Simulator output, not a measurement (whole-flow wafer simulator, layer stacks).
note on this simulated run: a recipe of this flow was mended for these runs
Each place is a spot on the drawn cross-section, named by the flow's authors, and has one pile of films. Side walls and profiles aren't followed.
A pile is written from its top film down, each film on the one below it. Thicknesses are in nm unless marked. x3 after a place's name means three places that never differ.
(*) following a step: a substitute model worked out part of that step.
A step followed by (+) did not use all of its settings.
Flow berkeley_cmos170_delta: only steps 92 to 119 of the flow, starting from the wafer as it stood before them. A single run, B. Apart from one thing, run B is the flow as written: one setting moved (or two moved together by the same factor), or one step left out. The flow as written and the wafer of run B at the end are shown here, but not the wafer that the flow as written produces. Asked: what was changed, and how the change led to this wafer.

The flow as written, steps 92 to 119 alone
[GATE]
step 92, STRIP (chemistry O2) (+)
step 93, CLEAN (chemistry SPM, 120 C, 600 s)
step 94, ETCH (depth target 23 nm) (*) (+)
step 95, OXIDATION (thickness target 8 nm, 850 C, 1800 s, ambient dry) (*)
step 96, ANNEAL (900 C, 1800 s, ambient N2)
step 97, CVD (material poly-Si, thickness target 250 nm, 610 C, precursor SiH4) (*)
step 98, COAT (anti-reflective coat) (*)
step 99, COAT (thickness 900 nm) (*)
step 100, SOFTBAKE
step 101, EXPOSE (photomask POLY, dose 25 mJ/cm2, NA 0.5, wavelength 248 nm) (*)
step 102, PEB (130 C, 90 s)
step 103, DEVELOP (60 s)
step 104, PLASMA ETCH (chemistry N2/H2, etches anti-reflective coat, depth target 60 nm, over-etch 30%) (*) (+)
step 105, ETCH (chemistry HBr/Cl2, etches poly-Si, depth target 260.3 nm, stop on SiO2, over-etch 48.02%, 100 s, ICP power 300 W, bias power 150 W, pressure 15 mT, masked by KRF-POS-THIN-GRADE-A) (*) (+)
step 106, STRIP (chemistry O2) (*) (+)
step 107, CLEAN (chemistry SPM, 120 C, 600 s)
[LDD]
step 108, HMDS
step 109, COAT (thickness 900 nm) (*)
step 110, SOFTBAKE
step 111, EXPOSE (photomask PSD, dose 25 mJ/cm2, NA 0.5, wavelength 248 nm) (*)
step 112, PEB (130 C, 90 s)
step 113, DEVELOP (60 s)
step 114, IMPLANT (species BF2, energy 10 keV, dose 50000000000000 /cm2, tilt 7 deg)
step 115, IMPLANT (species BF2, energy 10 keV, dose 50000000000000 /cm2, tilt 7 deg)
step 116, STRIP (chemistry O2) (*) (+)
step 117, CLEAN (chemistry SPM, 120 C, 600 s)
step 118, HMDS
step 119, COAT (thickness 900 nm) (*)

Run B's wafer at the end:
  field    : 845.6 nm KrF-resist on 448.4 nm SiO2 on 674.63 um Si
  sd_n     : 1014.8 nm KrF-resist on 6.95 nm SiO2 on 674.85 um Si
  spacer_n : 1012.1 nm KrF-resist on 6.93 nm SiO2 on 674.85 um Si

What caused this: step 97, CVD: thickness target 280 nm was run, though the flow has thickness target 250 nm.

How this came from the change, step by step:
  step 97, CVD (material poly-Si, thickness target 250 nm, 610 C, precursor SiH4) (*)
      field, sd_n, spacer_n and 6 more: +280 poly-Si (new film) (as written it would have been: +250 poly-Si (new film))
  step 105, ETCH (chemistry HBr/Cl2, etches poly-Si, depth target 260.3 nm, stop on SiO2, over-etch 48.02%, 100 s, ICP power 300 W, bias power 150 W, pressure 15 mT, masked by KRF-POS-THIN-GRADE-A) (*) (+)
      field: -275.3 poly-Si (all of it), -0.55 SiO2 (as written it would have been: -245.4 poly-Si (all of it), -1.77 SiO2)
      sd_n: -278.7 poly-Si (all of it), -0.53 SiO2 (as written it would have been: -248.7 poly-Si (all of it), -1.52 SiO2)
      (and at 5 other places as well)
  step 109, COAT (thickness 900 nm) (*)
      gate: +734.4 KrF-resist (new film) (as written it would have been: +758.7 KrF-resist (new film))
      gate_p: +730.2 KrF-resist (new film) (as written it would have been: +754.5 KrF-resist (new film))
  step 113, DEVELOP (60 s)
      gate_p: -728.7 KrF-resist (all of it) (as written it would have been: -752.9 KrF-resist (all of it))
  step 116, STRIP (chemistry O2) (*) (+)
      gate: -717.9 KrF-resist (all of it), +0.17 chemical SiO2 (as written it would have been: -742.2 KrF-resist (all of it), +0.17 chemical SiO2)
  step 119, COAT (thickness 900 nm) (*)
      gate: +733.6 KrF-resist (new film) (as written it would have been: +758 KrF-resist (new film))
      gate_p: +729.3 KrF-resist (new film) (as written it would have been: +753.6 KrF-resist (new film))
